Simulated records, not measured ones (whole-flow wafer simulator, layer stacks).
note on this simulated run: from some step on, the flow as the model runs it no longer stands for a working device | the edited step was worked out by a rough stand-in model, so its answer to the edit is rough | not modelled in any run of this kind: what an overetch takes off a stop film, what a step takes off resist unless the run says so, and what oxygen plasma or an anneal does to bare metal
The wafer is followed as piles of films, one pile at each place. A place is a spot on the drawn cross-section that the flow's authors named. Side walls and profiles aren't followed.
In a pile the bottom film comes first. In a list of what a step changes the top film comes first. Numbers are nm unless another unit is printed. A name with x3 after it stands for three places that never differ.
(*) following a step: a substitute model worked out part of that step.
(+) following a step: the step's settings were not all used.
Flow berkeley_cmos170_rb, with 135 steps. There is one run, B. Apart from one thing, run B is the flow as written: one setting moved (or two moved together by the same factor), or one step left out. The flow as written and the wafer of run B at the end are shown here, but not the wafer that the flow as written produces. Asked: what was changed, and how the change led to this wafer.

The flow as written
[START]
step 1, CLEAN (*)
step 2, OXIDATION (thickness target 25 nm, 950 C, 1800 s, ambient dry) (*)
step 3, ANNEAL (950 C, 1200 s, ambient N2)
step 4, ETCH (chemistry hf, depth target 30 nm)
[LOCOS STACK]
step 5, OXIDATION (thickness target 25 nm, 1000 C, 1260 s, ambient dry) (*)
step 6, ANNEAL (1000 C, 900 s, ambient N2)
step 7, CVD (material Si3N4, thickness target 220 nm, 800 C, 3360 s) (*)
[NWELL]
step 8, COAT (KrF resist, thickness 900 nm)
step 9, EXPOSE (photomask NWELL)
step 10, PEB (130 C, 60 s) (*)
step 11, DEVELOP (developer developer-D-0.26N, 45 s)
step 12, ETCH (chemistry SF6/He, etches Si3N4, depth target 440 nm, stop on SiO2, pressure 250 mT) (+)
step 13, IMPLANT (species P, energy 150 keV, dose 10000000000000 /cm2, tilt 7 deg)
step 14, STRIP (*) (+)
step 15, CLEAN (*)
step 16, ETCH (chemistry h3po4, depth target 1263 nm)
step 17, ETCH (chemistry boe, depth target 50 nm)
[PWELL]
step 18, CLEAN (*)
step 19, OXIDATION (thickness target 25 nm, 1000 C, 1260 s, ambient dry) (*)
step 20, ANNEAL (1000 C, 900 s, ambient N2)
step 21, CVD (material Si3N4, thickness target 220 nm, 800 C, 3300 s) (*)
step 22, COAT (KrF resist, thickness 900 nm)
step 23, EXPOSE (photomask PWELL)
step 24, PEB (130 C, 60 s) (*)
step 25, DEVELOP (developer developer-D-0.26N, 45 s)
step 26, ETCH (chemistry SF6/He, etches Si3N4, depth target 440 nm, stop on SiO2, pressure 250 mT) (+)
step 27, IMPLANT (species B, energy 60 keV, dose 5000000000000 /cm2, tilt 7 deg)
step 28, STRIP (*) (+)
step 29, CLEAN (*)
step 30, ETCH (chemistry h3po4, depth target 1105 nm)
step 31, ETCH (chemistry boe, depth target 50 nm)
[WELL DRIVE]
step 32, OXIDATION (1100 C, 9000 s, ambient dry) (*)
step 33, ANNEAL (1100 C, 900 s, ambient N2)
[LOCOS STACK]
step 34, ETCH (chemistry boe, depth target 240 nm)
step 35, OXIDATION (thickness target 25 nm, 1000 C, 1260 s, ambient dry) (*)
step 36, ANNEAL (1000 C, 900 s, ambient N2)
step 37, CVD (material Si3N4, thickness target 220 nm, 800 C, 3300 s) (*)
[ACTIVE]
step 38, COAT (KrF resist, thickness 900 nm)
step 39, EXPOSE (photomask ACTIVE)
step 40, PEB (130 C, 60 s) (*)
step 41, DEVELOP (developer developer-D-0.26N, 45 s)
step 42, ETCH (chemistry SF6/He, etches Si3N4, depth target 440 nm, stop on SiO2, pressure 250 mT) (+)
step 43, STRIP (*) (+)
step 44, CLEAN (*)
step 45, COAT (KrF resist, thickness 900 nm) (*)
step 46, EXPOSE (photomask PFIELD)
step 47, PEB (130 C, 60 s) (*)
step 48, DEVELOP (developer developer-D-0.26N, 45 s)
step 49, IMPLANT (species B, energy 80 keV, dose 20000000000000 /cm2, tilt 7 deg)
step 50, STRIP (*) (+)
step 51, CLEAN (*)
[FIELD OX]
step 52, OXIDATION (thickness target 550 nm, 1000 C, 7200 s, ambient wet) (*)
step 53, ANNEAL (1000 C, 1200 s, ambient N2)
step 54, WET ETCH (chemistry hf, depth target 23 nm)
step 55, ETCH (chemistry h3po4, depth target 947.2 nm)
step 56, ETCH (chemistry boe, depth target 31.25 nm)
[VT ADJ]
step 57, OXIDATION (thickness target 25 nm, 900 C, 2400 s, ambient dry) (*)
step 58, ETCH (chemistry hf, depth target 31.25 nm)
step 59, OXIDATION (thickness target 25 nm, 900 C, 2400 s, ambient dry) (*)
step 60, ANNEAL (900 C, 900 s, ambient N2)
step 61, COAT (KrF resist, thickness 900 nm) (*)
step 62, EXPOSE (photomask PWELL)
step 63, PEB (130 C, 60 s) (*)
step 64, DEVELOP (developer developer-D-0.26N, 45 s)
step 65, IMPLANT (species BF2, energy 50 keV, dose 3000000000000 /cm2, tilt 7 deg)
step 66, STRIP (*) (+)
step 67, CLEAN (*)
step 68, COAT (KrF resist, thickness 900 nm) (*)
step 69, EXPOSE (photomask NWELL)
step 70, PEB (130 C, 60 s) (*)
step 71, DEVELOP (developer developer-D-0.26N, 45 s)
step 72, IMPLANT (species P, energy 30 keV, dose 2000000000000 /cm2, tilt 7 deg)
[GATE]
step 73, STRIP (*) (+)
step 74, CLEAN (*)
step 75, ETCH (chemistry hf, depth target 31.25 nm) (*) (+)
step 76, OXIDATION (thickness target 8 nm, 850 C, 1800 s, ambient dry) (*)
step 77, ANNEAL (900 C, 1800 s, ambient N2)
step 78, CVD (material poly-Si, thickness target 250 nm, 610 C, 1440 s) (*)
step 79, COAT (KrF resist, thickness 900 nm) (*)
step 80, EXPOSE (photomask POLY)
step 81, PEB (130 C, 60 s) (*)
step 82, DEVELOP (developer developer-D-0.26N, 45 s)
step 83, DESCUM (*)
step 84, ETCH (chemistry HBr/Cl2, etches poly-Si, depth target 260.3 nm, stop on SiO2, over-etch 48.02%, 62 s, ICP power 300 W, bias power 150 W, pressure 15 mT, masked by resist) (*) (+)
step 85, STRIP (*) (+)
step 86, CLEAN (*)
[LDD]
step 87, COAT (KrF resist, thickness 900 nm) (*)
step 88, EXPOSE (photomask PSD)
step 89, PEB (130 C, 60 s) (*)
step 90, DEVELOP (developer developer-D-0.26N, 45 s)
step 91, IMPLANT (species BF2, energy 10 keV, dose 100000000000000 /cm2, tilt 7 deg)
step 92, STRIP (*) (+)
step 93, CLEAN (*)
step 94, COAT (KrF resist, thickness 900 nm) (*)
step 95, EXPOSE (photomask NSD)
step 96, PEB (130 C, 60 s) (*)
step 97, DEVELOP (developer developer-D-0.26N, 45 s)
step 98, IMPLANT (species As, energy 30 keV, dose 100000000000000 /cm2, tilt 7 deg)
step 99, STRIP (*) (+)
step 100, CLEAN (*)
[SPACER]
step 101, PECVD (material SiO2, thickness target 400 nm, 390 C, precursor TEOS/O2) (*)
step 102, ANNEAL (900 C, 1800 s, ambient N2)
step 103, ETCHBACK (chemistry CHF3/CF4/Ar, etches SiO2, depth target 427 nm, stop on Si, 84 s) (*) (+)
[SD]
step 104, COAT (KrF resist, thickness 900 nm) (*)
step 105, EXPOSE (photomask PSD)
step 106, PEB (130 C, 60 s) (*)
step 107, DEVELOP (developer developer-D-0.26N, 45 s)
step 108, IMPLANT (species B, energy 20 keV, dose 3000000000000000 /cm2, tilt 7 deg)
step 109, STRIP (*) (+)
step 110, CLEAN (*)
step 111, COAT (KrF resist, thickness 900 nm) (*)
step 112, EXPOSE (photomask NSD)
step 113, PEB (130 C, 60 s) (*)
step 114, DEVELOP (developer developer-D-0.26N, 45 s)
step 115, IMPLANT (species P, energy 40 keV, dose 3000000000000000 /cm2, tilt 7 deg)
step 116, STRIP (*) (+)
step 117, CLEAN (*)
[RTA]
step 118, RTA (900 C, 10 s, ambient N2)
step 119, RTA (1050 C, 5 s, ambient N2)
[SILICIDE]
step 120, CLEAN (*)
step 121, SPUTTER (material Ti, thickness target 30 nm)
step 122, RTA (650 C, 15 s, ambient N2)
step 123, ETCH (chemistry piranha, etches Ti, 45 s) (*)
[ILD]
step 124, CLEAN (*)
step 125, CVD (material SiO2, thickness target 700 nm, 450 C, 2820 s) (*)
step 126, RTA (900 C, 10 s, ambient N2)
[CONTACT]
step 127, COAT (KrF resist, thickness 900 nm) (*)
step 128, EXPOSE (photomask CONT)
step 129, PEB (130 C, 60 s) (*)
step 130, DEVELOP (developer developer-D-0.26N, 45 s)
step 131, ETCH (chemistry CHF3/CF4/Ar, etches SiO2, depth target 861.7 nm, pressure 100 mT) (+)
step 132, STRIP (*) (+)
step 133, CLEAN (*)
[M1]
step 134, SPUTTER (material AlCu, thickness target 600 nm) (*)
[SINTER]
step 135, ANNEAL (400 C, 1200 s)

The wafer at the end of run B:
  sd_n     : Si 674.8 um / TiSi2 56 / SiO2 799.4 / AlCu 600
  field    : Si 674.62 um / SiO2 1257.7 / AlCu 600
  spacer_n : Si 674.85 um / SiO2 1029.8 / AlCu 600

Cause: step 125, CVD: thickness target 799.4 nm was run, whereas the flow has thickness target 700 nm; step 125, CVD: 3220 s was run, where the flow has 2820 s.
The wafer lets one read it off: sd_n has SiO2 799.4, and step 125 as written asks for 700 nm.

How this came from the change, step by step:
  step 125, CVD (material SiO2, thickness target 700 nm, 450 C, 2820 s) (*)
      sd_n, gate, sd_p, gate_p, contact, m1: +799.4 SiO2 (new film) (as written it would have been: +700 SiO2 (new film))
      field, spacer_n, spacer_p: +799.4 SiO2 (as written it would have been: +700 SiO2)
  step 131, ETCH (chemistry CHF3/CF4/Ar, etches SiO2, depth target 861.7 nm, pressure 100 mT) (+)
      contact: -799.4 SiO2 (all of it), -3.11 TiSi2 (as written it would have been: -700 SiO2 (all of it), -8.08 TiSi2)
  step 134, SPUTTER (material AlCu, thickness target 600 nm) (*)
      contact: +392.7 AlCu (new film) (as written it would have been: +415.1 AlCu (new film))
